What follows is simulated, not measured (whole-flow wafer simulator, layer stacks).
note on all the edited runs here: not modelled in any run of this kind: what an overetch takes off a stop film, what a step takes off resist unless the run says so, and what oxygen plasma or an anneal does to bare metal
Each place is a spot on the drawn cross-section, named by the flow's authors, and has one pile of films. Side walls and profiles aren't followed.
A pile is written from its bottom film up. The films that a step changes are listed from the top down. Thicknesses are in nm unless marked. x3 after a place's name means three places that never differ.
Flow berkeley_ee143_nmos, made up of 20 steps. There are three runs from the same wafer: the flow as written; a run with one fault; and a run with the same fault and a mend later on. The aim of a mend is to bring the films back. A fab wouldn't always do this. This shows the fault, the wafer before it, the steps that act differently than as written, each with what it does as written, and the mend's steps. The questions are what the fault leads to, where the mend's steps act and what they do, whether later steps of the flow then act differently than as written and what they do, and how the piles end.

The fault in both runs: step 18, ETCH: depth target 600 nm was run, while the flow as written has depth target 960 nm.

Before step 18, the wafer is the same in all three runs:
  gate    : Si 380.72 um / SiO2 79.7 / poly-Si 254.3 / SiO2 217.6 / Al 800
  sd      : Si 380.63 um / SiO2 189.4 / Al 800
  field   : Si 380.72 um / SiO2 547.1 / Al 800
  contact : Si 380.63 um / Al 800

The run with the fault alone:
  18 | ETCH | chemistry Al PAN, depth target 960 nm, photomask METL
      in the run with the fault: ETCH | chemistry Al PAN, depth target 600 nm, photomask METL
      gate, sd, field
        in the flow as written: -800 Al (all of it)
        in the run with the fault: -600 Al
  Every later step of the flow that is run acts as written at every place that is followed.
  At gate, sd, field, the piles at the end differ from the flow's by more than 2% or 0.5 nm, whichever is larger.
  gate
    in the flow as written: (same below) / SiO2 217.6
    in the run with the fault: (same below) / SiO2 217.6 / Al 200
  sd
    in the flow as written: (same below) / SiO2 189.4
    in the run with the fault: (same below) / SiO2 189.4 / Al 200
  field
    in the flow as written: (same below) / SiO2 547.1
    in the run with the fault: (same below) / SiO2 547.1 / Al 200

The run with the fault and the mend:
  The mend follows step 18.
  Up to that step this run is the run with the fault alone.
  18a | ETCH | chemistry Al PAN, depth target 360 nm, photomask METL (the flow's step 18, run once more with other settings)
      gate, sd, field
        -200 Al (all of it)
  Every later step of the flow that is run acts as written at every place that is followed.
  By the end, the piles equal the flow's at every place that both follow.
